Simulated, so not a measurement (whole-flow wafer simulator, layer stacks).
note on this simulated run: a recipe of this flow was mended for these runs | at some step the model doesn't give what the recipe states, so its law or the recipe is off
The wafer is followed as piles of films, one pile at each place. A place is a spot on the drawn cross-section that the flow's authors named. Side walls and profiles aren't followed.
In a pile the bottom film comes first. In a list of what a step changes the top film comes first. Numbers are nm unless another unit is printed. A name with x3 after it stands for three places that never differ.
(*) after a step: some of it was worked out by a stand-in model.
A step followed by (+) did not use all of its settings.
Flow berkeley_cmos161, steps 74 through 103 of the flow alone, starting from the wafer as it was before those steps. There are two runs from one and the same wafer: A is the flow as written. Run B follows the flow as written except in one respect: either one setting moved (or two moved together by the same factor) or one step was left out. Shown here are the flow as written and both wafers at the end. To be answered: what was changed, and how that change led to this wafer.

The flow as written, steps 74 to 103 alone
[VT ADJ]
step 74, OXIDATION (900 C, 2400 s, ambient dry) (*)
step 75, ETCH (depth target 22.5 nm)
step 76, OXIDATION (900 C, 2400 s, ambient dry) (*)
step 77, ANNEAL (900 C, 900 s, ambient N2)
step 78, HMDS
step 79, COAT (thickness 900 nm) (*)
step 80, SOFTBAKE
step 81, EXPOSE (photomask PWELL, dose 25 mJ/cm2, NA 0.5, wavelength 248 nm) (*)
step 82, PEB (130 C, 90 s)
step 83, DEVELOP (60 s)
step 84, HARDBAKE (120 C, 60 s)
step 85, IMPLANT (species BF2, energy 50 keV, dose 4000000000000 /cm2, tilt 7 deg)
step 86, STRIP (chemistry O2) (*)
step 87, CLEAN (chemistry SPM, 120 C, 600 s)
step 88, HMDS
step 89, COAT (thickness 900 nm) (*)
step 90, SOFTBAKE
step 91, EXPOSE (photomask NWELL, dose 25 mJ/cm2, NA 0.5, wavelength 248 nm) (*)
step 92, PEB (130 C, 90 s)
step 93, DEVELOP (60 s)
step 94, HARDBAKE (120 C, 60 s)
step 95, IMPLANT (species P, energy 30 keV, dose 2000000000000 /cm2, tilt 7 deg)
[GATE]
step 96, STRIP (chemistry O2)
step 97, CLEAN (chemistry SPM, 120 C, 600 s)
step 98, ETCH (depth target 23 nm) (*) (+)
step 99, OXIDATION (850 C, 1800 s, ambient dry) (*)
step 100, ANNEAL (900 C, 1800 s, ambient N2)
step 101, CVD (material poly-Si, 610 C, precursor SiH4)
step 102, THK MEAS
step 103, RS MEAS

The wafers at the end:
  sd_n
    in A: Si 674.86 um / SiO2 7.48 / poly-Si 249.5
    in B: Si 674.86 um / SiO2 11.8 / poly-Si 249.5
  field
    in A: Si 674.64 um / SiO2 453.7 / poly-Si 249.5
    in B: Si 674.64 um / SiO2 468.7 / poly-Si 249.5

What caused this: step 98, ETCH: depth target 8 nm was run, while the flow as written has depth target 23 nm.

The path from the change to this, step by step:
  step 98, ETCH (depth target 23 nm) (*) (+)
      sd_n, spacer_n, gate_n, sd_p, spacer_p, gate_p, contact, m1: A SiO2 loses 14.9 (all of it) | B SiO2 loses 8
      field: A SiO2 loses 23 | B SiO2 loses 8
  step 99, OXIDATION (850 C, 1800 s, ambient dry) (*)
      sd_n, spacer_n, gate_n, sd_p, spacer_p, gate_p, contact, m1: A SiO2 gains 7.48 (new film), Si loses 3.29 | B SiO2 gains 4.81, Si loses 2.12
